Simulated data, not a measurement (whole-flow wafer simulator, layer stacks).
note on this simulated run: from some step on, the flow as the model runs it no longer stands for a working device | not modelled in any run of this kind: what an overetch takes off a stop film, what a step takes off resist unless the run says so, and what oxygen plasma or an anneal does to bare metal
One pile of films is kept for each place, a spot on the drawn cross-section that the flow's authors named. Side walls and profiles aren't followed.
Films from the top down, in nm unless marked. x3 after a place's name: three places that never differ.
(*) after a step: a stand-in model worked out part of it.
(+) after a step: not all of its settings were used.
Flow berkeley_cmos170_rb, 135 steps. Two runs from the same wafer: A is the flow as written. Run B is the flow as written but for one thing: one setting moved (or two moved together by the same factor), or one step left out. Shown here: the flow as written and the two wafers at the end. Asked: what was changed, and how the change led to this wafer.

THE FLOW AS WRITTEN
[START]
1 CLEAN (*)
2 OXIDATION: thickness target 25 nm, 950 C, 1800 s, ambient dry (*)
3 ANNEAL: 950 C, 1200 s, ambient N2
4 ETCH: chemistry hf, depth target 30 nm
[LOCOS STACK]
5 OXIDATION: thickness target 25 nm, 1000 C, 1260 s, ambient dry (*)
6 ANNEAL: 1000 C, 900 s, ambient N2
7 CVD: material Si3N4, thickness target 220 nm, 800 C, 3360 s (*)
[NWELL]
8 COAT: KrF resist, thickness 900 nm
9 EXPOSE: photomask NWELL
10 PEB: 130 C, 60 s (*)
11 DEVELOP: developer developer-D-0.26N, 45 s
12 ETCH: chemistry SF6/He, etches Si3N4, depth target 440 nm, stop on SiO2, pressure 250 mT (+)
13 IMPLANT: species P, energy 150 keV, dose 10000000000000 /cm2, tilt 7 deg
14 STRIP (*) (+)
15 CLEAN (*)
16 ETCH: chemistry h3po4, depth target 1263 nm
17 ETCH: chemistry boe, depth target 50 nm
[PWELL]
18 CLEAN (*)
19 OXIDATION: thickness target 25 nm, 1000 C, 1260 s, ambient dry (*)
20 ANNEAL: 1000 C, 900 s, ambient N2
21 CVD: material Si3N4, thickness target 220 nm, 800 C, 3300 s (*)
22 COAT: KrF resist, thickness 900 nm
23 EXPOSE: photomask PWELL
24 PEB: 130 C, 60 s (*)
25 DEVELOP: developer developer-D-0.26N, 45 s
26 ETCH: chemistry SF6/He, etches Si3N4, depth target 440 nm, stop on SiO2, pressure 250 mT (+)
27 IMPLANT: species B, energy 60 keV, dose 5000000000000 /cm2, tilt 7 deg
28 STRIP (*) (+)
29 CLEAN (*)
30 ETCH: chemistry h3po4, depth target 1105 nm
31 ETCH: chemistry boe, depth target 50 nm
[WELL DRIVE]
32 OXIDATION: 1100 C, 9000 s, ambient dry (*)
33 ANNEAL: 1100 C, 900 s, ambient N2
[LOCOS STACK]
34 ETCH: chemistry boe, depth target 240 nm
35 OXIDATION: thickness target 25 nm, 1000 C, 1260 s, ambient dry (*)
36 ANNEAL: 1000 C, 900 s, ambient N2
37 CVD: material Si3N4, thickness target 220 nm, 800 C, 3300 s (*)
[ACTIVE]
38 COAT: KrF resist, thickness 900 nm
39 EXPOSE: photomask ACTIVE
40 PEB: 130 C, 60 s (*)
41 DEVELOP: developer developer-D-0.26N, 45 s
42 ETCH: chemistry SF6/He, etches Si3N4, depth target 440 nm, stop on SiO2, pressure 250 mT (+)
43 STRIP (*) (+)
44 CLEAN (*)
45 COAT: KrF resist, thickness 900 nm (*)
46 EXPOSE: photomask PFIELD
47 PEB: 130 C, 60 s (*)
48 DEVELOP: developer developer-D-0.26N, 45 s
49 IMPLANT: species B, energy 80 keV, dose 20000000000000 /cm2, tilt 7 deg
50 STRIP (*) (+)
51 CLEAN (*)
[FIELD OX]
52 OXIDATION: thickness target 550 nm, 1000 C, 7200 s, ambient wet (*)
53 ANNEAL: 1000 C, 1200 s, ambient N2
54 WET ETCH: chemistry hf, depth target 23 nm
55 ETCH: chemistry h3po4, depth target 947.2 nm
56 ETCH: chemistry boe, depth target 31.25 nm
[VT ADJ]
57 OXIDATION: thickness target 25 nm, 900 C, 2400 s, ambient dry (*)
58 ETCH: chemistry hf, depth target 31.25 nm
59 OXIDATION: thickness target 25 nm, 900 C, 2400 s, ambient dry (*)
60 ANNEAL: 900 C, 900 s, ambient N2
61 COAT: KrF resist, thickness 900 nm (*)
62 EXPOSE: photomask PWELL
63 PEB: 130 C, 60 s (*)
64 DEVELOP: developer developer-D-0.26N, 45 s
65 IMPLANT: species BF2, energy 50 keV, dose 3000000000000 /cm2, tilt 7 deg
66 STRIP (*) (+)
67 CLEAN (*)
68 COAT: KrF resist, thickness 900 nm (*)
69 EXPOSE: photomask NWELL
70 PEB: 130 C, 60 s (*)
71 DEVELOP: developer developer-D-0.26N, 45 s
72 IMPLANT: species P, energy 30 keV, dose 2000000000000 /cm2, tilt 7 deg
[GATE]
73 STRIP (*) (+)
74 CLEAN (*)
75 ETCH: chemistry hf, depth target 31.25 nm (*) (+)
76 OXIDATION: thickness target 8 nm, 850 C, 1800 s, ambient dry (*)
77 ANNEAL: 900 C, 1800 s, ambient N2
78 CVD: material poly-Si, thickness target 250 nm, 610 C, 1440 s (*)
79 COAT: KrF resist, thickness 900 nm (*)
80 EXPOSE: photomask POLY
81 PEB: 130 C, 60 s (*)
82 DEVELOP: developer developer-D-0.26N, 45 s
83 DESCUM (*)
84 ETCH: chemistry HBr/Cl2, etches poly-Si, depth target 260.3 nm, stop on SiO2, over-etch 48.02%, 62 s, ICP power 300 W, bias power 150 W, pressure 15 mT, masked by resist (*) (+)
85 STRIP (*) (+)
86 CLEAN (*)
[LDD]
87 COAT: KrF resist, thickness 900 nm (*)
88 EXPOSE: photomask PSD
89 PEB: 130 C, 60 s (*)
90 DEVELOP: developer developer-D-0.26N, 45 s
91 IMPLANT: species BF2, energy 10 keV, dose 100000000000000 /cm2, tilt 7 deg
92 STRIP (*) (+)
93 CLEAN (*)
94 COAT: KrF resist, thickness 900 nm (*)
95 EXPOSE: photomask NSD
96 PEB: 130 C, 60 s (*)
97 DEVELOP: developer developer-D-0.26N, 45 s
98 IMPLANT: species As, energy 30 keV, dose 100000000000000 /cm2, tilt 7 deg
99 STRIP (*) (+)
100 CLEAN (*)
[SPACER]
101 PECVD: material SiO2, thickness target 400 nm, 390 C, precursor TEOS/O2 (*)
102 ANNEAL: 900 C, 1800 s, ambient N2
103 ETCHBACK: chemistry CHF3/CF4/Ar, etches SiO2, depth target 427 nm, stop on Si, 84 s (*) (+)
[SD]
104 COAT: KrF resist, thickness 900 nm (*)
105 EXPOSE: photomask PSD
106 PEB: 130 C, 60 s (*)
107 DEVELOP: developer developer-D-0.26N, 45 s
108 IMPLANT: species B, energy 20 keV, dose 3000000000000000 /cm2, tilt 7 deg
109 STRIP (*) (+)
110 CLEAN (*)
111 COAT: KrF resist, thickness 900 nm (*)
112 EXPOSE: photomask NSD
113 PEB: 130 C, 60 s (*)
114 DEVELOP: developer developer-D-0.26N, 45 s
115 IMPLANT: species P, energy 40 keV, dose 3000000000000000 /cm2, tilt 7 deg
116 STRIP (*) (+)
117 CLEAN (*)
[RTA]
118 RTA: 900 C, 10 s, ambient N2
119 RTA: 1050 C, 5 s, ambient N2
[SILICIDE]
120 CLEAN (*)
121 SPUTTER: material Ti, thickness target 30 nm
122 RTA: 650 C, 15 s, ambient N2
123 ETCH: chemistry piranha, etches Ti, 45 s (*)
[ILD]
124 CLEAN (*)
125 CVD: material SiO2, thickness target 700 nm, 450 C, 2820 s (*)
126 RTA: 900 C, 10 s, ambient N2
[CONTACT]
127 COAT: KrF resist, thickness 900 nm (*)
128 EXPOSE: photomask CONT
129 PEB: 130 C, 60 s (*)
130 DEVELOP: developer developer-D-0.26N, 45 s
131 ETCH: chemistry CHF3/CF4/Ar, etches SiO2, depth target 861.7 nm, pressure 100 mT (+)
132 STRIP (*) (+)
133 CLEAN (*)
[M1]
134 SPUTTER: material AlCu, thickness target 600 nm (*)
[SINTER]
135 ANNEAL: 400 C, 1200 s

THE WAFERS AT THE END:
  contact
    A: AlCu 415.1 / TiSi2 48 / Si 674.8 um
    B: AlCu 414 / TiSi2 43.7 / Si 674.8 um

The cause: step 131, ETCH: depth target 947.8 nm was run, where the flow has depth target 861.7 nm.

How the change led to this, step by step:
  131 ETCH: chemistry CHF3/CF4/Ar, etches SiO2, depth target 861.7 nm, pressure 100 mT (+)
      field, sd_n, spacer_n, gate, sd_p, spacer_p, gate_p, m1: A KrF resist -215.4 | B KrF resist -237
      contact: A SiO2 -700 (all of it), TiSi2 -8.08 | B SiO2 -700 (all of it), TiSi2 -12.4
  132 STRIP (*) (+)
      field: A KrF resist -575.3 (all of it) | B KrF resist -553.8 (all of it)
      sd_n: A KrF resist -780.4 (all of it) | B KrF resist -758.9 (all of it)
      (and at 6 more places)
